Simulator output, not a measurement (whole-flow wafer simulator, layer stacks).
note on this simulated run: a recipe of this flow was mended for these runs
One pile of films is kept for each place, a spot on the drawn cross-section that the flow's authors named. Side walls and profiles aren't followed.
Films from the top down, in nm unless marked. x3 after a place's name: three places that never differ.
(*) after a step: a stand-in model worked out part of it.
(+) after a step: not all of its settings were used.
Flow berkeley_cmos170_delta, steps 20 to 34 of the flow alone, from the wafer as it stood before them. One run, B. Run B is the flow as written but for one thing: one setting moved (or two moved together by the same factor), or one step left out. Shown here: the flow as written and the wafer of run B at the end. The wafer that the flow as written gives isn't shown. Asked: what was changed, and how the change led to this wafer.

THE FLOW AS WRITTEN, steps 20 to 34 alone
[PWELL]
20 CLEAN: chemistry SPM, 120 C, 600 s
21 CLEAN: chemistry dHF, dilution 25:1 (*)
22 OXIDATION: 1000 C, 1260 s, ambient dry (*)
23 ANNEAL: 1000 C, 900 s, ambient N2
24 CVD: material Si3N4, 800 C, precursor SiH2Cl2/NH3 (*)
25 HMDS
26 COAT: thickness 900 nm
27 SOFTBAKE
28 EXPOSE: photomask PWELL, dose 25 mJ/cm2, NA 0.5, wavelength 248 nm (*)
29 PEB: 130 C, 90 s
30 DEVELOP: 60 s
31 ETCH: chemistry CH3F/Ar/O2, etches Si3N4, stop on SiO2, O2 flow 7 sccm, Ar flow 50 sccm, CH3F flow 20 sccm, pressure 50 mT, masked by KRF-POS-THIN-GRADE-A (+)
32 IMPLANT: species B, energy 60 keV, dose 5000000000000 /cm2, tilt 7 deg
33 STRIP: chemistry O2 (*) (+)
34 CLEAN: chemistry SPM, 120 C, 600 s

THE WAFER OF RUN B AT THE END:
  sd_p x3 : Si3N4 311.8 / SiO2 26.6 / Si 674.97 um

The cause: step 24, CVD: 820 C was run, where the flow has 800 C.

How the change led to this, step by step:
  24 CVD: material Si3N4, 800 C, precursor SiH2Cl2/NH3 (*)
      field x6, sd_p x3: Si3N4 +311.8 (new film) (as written it would be: Si3N4 +243.8 (new film))
  31 ETCH: chemistry CH3F/Ar/O2, etches Si3N4, stop on SiO2, O2 flow 7 sccm, Ar flow 50 sccm, CH3F flow 20 sccm, pressure 50 mT, masked by KRF-POS-THIN-GRADE-A (+)
      field x6: Si3N4 -311.8 (all of it), SiO2 -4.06 (as written it would be: Si3N4 -243.8 (all of it), SiO2 -4.06)
      sd_p x3: KrF-resist -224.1 (as written it would be: KrF-resist -178.8)
  33 STRIP: chemistry O2 (*) (+)
      sd_p x3: KrF-resist -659 (all of it) (as written it would be: KrF-resist -704.3 (all of it))
